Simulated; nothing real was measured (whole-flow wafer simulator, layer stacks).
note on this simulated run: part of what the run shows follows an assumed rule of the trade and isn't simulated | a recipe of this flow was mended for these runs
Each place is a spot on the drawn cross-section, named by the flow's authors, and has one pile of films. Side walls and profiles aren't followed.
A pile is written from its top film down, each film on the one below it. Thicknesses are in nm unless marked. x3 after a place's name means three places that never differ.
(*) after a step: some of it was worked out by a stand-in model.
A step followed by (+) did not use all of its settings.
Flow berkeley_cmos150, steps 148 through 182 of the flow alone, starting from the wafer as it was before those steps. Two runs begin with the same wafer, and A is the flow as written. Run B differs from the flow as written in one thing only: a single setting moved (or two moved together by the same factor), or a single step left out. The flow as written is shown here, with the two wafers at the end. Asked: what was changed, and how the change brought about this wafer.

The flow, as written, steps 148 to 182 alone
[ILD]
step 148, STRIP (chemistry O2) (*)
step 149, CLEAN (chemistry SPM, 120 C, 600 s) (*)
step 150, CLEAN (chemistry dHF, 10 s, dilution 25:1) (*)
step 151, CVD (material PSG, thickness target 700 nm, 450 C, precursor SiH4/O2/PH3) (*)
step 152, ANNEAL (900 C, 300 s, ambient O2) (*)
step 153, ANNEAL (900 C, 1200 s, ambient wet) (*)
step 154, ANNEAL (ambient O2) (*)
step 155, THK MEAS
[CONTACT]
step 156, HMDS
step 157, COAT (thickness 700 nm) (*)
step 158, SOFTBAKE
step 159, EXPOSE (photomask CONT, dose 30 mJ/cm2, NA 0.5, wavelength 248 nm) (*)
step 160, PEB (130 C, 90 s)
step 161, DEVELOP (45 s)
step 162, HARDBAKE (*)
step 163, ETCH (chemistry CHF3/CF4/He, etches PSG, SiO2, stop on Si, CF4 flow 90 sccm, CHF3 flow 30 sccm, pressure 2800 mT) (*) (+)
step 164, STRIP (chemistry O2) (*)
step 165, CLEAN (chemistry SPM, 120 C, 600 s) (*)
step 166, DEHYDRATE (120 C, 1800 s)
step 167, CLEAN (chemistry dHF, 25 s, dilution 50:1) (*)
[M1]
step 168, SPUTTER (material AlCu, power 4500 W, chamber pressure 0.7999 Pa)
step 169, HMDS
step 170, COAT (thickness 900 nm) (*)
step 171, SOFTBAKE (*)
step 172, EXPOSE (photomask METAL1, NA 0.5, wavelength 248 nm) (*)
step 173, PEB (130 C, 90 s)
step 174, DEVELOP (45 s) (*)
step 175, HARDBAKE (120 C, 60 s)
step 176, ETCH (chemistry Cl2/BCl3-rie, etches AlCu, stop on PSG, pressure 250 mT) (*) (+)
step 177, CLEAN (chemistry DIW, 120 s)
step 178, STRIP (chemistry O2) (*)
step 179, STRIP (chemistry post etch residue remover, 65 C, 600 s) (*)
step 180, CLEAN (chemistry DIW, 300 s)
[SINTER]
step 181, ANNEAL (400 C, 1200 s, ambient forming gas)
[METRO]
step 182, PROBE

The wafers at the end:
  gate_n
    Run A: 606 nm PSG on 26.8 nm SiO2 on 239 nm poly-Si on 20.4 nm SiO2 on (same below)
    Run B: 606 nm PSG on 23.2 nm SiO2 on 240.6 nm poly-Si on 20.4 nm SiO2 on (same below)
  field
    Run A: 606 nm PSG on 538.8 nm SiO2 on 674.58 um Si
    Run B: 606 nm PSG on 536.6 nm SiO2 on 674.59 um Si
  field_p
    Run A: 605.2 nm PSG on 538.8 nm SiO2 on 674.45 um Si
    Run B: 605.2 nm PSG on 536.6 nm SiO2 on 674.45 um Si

The reason: step 153, ANNEAL: 1035 s was run, whereas the flow has 1200 s.

The path from the change to this, step by step:
  step 153, ANNEAL (900 C, 1200 s, ambient wet) (*)
      sd_n, contact, m1: A PSG loses 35, SiO2 gains 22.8, Si loses 10 | B PSG loses 35, SiO2 gains 19.7, Si loses 8.65
      field, field_p: A PSG loses 35, SiO2 gains 16.3, Si loses 7.15 | B PSG loses 35, SiO2 gains 14, Si loses 6.17
      (also at 3 further places)
  step 163, ETCH (chemistry CHF3/CF4/He, etches PSG, SiO2, stop on Si, CF4 flow 90 sccm, CHF3 flow 30 sccm, pressure 2800 mT) (*) (+)
      contact: A PSG loses 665 (all of it), SiO2 loses 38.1 (all of it), Si loses 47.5 | B PSG loses 665 (all of it), SiO2 loses 35 (all of it), Si loses 47.5
